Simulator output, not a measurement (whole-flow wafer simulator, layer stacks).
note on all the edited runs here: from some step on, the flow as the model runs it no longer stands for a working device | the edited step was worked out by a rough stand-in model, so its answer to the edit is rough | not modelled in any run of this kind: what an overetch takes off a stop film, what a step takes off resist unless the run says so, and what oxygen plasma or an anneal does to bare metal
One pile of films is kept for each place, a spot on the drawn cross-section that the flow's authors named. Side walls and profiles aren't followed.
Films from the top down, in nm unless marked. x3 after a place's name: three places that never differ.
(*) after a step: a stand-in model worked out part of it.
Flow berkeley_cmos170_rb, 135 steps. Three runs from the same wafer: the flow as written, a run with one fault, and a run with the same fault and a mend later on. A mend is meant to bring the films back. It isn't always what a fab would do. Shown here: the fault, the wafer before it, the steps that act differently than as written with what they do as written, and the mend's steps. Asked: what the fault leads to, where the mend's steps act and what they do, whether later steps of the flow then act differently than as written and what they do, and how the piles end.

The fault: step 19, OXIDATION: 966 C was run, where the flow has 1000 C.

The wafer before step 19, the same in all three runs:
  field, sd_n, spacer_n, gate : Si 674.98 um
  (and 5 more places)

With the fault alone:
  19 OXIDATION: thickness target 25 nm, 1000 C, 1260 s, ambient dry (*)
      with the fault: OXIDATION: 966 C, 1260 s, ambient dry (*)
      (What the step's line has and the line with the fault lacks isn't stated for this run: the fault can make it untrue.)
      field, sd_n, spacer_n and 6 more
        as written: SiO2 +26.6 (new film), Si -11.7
        with the fault: SiO2 +19.4 (new film), Si -8.52
  Later steps of the flow that act differently than as written:
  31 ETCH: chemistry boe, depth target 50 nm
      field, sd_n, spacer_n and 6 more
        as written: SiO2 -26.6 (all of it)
        with the fault: SiO2 -19.4 (all of it)
  At the end the piles differ from the flow's only slightly at the places that both follow, by at most 2% or 0.5 nm, whichever is larger.

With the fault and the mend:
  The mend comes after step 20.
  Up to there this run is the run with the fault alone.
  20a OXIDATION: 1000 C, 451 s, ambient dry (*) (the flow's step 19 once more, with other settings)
      field, sd_n, spacer_n and 6 more
        SiO2 +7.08, Si -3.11
  No later step of the flow acts differently than as written, at any place that is followed, by more than 2% or 0.5 nm, whichever is larger.
  At the end the piles are the same as the flow's at every place that both follow.
